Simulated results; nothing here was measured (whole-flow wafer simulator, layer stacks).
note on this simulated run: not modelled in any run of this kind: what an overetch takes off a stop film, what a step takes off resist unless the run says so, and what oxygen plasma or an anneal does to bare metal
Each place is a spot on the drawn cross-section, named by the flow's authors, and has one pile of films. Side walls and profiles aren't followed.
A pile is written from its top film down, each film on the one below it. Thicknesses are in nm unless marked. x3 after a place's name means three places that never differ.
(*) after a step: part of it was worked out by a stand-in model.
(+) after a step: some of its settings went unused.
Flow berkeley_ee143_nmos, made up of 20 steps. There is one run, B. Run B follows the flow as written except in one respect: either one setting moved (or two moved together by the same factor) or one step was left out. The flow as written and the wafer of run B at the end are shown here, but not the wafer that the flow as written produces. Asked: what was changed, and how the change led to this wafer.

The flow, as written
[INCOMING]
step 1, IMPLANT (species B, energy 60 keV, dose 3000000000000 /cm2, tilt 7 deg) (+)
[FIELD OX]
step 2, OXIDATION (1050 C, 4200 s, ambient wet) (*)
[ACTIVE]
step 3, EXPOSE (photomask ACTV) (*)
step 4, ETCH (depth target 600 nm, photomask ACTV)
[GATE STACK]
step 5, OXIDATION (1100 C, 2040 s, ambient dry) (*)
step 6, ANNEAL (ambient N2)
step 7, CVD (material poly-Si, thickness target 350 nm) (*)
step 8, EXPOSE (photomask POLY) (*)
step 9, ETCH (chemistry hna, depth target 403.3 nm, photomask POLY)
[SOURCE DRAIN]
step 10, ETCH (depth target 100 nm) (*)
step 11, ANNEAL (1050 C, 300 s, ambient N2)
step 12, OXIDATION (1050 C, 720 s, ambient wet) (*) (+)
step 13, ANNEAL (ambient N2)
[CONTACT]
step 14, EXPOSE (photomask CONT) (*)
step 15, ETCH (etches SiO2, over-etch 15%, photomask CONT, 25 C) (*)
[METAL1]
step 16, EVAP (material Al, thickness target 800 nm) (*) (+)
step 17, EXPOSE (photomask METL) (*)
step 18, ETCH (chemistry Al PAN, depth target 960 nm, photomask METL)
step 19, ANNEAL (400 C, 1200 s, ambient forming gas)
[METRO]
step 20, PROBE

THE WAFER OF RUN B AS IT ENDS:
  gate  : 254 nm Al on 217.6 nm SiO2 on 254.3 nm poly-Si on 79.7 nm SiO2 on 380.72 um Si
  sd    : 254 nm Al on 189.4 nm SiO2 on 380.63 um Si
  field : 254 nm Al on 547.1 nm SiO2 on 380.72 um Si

Cause: step 18, ETCH: depth target 546 nm was run, while the flow as written has depth target 960 nm.

How this came from the change, step by step:
  step 18, ETCH (chemistry Al PAN, depth target 960 nm, photomask METL)
      gate, sd, field: -546 Al (as written it would have been: -800 Al (all of it))
If metal films that touch count as one body, gate has 1 body; the flow as written gives 0 bodies.
If metal films that touch count as one body, sd has 1 body; the flow as written gives 0 bodies.
If metal films that touch count as one body, field has 1 body; the flow as written gives 0 bodies.
